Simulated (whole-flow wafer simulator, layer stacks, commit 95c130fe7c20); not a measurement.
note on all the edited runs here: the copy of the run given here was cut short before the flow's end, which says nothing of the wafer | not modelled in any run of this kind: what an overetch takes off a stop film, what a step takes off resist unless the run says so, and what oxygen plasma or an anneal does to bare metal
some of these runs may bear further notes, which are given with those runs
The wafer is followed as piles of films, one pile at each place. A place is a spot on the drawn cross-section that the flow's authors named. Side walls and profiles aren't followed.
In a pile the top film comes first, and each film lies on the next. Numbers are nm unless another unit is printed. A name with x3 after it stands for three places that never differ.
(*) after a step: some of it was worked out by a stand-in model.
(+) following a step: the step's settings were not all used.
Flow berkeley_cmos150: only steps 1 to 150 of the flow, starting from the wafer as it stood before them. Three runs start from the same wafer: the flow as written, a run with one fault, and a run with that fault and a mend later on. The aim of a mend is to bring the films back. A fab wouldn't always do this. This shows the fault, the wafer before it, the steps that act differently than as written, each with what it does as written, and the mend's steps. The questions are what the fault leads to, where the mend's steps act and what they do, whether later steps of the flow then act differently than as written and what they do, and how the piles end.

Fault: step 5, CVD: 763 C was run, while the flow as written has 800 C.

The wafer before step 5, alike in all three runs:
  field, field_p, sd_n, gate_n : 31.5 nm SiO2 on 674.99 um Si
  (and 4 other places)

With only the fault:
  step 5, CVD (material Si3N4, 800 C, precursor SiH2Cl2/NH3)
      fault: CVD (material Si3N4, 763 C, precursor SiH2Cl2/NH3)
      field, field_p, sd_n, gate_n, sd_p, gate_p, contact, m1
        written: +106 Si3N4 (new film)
        fault: +66.5 Si3N4 (new film)
  Later steps of the flow acting differently than as written (25 more steps, not shown, differ only slightly: by at most 2% or 0.5 nm, whichever is larger):
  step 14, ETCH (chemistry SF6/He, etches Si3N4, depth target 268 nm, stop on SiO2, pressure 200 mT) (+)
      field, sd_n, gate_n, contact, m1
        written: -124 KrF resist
        fault: -80.9 KrF resist
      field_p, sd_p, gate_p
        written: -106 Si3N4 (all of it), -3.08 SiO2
        fault: -66.5 Si3N4 (all of it), -3.08 SiO2
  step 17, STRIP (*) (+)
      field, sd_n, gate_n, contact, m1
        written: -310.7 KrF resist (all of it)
        fault: -353.7 KrF resist (all of it)
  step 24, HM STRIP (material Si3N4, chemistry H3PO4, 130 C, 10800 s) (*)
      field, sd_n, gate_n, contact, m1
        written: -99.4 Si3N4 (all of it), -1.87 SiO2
        fault: -59.8 Si3N4 (all of it), -2.21 SiO2
  At the end the piles are close to the flow's at the places that both follow, differing by at most 2% or 0.5 nm, whichever is larger.

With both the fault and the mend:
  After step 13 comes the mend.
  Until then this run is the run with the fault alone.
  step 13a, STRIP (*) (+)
      field, sd_n, gate_n, contact, m1
        -434.7 KrF resist (all of it)
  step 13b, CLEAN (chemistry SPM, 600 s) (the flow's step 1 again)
      does not change any film at any place that is followed
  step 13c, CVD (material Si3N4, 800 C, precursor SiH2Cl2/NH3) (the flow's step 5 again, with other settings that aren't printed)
      field, field_p, sd_n, gate_n, sd_p, gate_p, contact, m1
        +39.6 Si3N4
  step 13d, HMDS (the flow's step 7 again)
      does not change any film at any place that is followed
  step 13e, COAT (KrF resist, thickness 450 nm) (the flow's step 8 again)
      field, field_p, sd_n, gate_n, sd_p, gate_p, contact, m1
        +450 KrF resist (new film)
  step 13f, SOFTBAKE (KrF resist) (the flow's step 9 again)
      does not change any film at any place that is followed
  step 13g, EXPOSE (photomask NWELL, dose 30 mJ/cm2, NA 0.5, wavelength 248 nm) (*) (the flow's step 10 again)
      does not change any film at any place that is followed
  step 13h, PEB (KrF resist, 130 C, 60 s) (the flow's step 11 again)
      field, field_p, sd_n, gate_n, sd_p, gate_p, contact, m1
        -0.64 KrF resist
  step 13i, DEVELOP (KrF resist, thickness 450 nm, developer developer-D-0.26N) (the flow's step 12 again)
      field, sd_n, gate_n, contact, m1
        -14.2 KrF resist
      field_p, sd_p, gate_p
        -449.4 KrF resist (all of it)
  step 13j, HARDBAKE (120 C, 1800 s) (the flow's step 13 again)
      field, sd_n, gate_n, contact, m1
        -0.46 KrF resist
  Every later step of the flow that is run acts as written at every place that is followed.
  The piles end the same as the flow's at every place that both follow.
